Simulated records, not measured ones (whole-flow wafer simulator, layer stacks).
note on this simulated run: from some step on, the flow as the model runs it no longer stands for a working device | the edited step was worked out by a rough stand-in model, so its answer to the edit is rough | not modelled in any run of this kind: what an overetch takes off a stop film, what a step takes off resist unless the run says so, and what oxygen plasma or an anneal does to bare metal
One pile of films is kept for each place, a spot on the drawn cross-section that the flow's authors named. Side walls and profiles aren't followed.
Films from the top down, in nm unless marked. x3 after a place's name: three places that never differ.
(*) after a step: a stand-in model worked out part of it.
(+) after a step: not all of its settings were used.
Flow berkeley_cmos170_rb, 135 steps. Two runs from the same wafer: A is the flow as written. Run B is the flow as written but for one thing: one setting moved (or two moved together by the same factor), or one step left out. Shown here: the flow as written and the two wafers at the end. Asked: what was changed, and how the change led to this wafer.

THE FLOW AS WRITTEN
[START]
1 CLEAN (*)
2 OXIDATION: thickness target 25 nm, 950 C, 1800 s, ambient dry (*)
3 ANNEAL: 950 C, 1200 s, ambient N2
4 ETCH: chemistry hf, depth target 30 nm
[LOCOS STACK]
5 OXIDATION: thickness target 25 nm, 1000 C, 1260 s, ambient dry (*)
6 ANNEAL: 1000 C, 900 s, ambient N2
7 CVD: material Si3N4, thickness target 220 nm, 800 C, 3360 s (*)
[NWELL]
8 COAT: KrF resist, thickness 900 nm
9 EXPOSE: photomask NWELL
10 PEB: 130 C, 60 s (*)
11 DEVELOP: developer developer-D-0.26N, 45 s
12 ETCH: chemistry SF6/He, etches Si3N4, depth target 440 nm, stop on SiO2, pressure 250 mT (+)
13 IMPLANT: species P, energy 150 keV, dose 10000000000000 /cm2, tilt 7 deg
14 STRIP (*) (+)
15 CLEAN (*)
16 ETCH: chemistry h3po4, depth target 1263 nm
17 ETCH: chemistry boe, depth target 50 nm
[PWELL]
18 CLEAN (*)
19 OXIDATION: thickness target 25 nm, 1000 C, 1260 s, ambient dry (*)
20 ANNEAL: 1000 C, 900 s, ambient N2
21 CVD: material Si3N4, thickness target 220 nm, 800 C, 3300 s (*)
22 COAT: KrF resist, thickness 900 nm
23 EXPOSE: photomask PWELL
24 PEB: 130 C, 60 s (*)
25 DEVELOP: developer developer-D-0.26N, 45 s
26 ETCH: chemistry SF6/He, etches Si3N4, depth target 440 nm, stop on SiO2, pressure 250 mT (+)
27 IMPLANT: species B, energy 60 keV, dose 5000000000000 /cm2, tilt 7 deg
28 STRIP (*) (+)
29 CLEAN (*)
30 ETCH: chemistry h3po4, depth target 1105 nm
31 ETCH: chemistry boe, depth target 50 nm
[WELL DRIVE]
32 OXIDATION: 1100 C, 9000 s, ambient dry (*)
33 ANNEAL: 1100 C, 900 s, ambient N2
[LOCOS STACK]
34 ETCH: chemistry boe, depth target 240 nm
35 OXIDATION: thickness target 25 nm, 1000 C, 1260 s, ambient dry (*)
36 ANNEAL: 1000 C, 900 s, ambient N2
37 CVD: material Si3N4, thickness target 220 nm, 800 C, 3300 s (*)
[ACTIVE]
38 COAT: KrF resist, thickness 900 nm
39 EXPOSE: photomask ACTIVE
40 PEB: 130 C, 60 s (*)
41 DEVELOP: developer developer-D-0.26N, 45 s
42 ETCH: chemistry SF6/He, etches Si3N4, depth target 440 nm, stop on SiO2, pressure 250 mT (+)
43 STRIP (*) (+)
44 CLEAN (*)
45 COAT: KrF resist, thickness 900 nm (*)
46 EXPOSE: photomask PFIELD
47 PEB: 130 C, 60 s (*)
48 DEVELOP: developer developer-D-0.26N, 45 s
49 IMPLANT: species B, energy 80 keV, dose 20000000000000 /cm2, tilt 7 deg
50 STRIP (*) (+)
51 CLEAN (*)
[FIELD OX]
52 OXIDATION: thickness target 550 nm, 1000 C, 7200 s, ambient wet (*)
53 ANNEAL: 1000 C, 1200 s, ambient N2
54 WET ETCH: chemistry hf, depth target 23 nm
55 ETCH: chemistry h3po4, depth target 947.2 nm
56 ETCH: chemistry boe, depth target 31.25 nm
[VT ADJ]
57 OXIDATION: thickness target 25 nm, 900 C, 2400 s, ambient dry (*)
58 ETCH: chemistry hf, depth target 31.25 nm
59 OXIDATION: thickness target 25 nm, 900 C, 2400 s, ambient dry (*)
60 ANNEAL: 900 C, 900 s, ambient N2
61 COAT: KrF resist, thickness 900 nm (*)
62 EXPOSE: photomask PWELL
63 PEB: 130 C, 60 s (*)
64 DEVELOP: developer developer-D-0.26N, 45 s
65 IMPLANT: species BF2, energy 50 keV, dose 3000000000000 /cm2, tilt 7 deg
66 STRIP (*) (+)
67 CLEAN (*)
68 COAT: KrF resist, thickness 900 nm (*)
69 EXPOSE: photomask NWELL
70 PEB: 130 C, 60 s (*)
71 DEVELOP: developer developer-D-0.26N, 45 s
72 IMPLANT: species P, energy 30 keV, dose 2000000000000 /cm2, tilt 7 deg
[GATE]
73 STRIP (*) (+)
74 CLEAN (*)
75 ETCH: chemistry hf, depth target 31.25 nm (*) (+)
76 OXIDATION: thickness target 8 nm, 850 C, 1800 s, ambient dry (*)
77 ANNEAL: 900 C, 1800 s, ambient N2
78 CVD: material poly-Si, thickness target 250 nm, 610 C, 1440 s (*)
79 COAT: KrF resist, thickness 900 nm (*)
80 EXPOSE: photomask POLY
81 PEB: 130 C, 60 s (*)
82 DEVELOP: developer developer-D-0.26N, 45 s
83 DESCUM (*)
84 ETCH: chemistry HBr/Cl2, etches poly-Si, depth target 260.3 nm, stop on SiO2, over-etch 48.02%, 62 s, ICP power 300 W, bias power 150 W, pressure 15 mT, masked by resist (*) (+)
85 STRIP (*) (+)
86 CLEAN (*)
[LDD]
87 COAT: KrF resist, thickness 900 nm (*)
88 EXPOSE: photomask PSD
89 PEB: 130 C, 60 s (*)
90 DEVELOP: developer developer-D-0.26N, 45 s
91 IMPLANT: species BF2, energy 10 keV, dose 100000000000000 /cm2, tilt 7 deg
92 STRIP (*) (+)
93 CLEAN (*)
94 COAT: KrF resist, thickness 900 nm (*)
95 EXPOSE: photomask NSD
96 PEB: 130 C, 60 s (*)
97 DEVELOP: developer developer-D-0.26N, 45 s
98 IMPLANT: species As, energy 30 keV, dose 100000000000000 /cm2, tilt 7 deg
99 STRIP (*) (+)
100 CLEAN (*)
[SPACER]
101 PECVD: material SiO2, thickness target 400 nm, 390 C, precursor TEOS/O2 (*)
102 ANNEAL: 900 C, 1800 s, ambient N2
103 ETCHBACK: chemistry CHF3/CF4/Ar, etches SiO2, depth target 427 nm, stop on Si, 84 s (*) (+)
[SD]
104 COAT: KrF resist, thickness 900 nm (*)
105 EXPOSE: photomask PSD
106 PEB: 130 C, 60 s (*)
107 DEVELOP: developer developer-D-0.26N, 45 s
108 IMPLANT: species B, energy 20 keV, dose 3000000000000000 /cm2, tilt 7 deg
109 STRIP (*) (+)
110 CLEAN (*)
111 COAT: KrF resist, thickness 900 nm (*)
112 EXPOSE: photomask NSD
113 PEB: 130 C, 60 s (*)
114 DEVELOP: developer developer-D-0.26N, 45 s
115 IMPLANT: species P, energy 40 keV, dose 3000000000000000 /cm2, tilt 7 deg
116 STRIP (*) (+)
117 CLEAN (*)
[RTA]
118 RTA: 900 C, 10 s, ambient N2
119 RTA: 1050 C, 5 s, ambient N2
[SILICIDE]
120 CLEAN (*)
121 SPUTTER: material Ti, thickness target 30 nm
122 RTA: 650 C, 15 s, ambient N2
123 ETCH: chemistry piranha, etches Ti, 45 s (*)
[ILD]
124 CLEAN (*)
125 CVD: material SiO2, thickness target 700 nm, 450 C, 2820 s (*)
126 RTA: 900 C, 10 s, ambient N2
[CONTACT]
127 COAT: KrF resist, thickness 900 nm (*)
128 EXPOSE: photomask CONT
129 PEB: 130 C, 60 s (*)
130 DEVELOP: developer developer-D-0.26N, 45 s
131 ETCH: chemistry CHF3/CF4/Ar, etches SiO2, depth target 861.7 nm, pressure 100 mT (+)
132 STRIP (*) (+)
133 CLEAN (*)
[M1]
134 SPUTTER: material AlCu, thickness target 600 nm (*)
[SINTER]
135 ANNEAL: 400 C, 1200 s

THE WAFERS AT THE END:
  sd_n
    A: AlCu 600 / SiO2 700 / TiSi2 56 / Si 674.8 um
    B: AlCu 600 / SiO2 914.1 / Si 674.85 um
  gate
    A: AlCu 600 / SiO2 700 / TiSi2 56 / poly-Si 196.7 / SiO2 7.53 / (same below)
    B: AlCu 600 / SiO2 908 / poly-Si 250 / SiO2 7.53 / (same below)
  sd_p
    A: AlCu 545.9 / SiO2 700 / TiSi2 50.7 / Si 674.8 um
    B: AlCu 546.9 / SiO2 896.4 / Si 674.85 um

The cause: step 103, ETCHBACK: depth target 192 nm was run, where the flow has depth target 427 nm.

How the change led to this, step by step:
  103 ETCHBACK: chemistry CHF3/CF4/Ar, etches SiO2, depth target 427 nm, stop on Si, 84 s (*) (+)
      sd_n, contact, m1: A SiO2 -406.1 (all of it) | B SiO2 -192
      spacer_n, spacer_p: A SiO2 -157.9 | B nothing
      (and at 4 more places)
  104 COAT: KrF resist, thickness 900 nm (*)
      sd_n: A KrF resist +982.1 (new film) | B KrF resist +1004.3 (new film)
      spacer_n: A KrF resist +766.3 (new film) | B KrF resist +846.9 (new film)
      (and at 4 more places)
  107 DEVELOP: developer developer-D-0.26N, 45 s
      sd_p: A KrF resist -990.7 (all of it) | B KrF resist -1033.5 (all of it)
      spacer_p: A KrF resist -767.7 (all of it) | B KrF resist -845.8 (all of it)
      (and at 1 more place)
  109 STRIP (*) (+)
      sd_n: A KrF resist -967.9 (all of it) | B KrF resist -990.1 (all of it)
      spacer_n: A KrF resist -752.1 (all of it) | B KrF resist -832.7 (all of it)
      (and at 1 more place)
  111 COAT: KrF resist, thickness 900 nm (*)
      sd_n: A KrF resist +982.1 (new film) | B KrF resist +1004.3 (new film)
      spacer_n: A KrF resist +766.3 (new film) | B KrF resist +846.9 (new film)
      (and at 4 more places)
  114 DEVELOP: developer developer-D-0.26N, 45 s
      sd_n: A KrF resist -982.1 (all of it) | B KrF resist -1004.3 (all of it)
      spacer_n: A KrF resist -766.3 (all of it) | B KrF resist -846.9 (all of it)
      (and at 1 more place)
  116 STRIP (*) (+)
      sd_p: A KrF resist -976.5 (all of it) | B KrF resist -1019.3 (all of it)
      spacer_p: A KrF resist -753.5 (all of it) | B KrF resist -831.6 (all of it)
      (and at 1 more place)
  121 SPUTTER: material Ti, thickness target 30 nm
      spacer_n, spacer_p: A Ti +30 (new film) | B Ti +26.7 (new film)
      sd_p: A Ti +27.1 (new film) | B Ti +25.1 (new film)
  122 RTA: 650 C, 15 s, ambient N2
      sd_n, contact, m1: A Ti -23.4, TiSi first +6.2 (new film), TiSi2 C49 +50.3 (new film), Si -49 | B nothing
      gate, gate_p: A Ti -23.4, TiSi first +6.2 (new film), TiSi2 C49 +50.3 (new film), poly-Si -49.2 | B nothing
      (and at 1 more place)
  123 ETCH: chemistry piranha, etches Ti, 45 s (*)
      sd_n, gate, gate_p, contact, m1: A Ti -6.6 (all of it) | B Ti -30 (all of it)
      spacer_n, spacer_p: A Ti -30 (all of it) | B Ti -26.7 (all of it)
      (and at 1 more place)
  125 CVD: material SiO2, thickness target 700 nm, 450 C, 2820 s (*)
      sd_n, gate, sd_p, gate_p, contact, m1: A SiO2 +700 (new film) | B SiO2 +700
  126 RTA: 900 C, 10 s, ambient N2
      sd_n, contact, m1: A under 1 film: TiSi2 +56 (new film), TiSi first -6.2 (all of it), TiSi2 C49 -50.3 (all of it), Si -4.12 | B nothing
      gate, gate_p: A under 1 film: TiSi2 +56 (new film), TiSi first -6.2 (all of it), TiSi2 C49 -50.3 (all of it), poly-Si -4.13 | B nothing
      (and at 1 more place)
  127 COAT: KrF resist, thickness 900 nm (*)
      spacer_n: A KrF resist +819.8 (new film) | B KrF resist +870.9 (new film)
      sd_p: A KrF resist +1039.8 (new film) | B KrF resist +1062.7 (new film)
      (and at 1 more place)
  131 ETCH: chemistry CHF3/CF4/Ar, etches SiO2, depth target 861.7 nm, pressure 100 mT (+)
      contact: A SiO2 -700 (all of it), TiSi2 -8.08 | B SiO2 -861.7
  132 STRIP (*) (+)
      field: A KrF resist -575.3 (all of it) | B KrF resist -563 (all of it)
      spacer_n: A KrF resist -590.2 (all of it) | B KrF resist -641.2 (all of it)
      (and at 2 more places)
  134 SPUTTER: material AlCu, thickness target 600 nm (*)
      contact: A AlCu +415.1 (new film) | B AlCu +379.4 (new film)
